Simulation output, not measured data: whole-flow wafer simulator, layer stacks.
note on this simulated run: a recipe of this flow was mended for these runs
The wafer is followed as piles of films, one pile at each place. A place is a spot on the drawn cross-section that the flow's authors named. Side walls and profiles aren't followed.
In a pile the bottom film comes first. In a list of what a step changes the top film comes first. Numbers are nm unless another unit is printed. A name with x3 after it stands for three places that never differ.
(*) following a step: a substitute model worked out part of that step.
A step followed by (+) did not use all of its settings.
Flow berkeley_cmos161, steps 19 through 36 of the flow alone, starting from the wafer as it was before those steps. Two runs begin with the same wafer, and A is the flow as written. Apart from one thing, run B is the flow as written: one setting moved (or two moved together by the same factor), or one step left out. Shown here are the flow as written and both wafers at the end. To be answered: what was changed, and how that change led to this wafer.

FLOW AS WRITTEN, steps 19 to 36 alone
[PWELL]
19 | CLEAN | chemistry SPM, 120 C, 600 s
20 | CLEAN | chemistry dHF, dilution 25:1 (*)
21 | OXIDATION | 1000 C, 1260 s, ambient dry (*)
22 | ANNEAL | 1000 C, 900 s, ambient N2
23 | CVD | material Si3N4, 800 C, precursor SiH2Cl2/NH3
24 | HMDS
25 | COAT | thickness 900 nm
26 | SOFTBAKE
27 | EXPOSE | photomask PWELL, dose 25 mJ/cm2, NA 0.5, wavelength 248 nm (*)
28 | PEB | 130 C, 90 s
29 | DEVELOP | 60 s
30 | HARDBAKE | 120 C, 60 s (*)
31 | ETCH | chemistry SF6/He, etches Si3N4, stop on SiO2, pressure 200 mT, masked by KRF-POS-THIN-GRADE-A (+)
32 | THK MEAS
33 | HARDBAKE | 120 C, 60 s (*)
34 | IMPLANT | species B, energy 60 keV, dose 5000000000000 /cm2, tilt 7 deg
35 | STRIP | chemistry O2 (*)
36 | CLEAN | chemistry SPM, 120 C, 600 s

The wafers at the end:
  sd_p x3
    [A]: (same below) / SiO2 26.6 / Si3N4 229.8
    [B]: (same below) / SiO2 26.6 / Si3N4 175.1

What caused this: step 23, CVD: 777 C was run, whereas the flow has 800 C.

The path from the change to this, step by step:
  23 | CVD | material Si3N4, 800 C, precursor SiH2Cl2/NH3
      field x6, sd_p x3: A +229.8 Si3N4 (new film) | B +175.1 Si3N4 (new film)
  31 | ETCH | chemistry SF6/He, etches Si3N4, stop on SiO2, pressure 200 mT, masked by KRF-POS-THIN-GRADE-A (+)
      field x6: A -229.8 Si3N4 (all of it), -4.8 SiO2 | B -175.1 Si3N4 (all of it), -4.8 SiO2
      sd_p x3: A -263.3 KrF-resist | B -203.9 KrF-resist
  35 | STRIP | chemistry O2 (*)
      sd_p x3: A -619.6 KrF-resist (all of it) | B -679 KrF-resist (all of it)
